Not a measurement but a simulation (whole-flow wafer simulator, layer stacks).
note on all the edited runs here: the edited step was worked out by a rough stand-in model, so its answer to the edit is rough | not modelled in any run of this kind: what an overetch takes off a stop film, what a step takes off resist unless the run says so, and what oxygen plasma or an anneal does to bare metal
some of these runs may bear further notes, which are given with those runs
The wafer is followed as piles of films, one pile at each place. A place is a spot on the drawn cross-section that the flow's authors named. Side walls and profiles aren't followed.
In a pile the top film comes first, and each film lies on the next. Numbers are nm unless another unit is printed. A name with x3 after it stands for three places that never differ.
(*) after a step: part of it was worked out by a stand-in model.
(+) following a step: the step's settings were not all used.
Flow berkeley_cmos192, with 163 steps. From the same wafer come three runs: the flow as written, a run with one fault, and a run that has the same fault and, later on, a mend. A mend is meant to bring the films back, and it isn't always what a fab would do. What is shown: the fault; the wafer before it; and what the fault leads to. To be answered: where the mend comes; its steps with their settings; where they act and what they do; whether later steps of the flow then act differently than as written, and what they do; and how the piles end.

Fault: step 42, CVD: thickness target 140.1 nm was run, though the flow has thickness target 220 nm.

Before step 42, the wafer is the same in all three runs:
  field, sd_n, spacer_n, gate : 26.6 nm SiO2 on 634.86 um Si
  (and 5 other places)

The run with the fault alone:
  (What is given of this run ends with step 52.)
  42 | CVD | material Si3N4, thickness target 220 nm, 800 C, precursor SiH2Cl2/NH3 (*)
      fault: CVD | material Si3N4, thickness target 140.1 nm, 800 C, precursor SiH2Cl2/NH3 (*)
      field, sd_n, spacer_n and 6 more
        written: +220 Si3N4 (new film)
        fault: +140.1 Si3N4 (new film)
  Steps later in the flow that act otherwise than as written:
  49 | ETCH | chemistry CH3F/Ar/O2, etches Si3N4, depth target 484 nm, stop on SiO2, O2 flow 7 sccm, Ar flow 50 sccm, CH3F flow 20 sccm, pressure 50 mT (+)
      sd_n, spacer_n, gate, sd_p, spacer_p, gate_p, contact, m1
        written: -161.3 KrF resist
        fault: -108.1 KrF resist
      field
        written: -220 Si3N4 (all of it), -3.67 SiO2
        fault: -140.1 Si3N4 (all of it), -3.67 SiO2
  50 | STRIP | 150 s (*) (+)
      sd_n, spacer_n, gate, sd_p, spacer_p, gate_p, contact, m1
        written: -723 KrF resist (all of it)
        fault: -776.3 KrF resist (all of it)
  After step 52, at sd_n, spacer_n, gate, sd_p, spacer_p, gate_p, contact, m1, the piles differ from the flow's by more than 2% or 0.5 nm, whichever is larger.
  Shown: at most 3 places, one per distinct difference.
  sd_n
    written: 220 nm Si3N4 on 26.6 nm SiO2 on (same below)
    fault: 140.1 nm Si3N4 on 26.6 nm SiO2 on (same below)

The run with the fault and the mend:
  The mend follows step 48.
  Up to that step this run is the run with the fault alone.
  48a | STRIP | 150 s (*) (+)
      sd_n, spacer_n, gate, sd_p, spacer_p, gate_p, contact, m1
        -884.4 KrF resist (all of it)
  48b | CLEAN | chemistry SPM (the flow's step 34 again)
      alters no film at any place that is followed
  48c | CVD | material Si3N4, thickness target 79.86 nm, 800 C, precursor SiH2Cl2/NH3 (*) (the flow's step 42 again, with other settings)
      field, sd_n, spacer_n and 6 more
        +79.9 Si3N4
  48d | HMDS (the flow's step 43 again)
      alters no film at any place that is followed
  48e | COAT | KrF resist, thickness 900 nm (the flow's step 44 again)
      field, sd_n, spacer_n and 6 more
        +900 KrF resist (new film)
  48f | SOFTBAKE | KrF resist (the flow's step 45 again)
      alters no film at any place that is followed
  48g | EXPOSE | photomask ACTIVE, dose 18 mJ/cm2, NA 0.5, wavelength 248 nm (*) (the flow's step 46 again)
      alters no film at any place that is followed
  48h | PEB | KrF resist, 130 C, 60 s (the flow's step 47 again)
      field, sd_n, spacer_n and 6 more
        -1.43 KrF resist
  48i | DEVELOP | KrF resist, thickness 900 nm, developer developer-D-0.26N, 45 s (the flow's step 48 again)
      sd_n, spacer_n, gate, sd_p, spacer_p, gate_p, contact, m1
        -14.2 KrF resist
      field
        -898.6 KrF resist (all of it)
  None of the later steps of the flow differs from how it acts as written, at any place that is followed, by more than 2% or 0.5 nm, whichever is larger.
  The piles end the same as the flow's at every place that both follow.
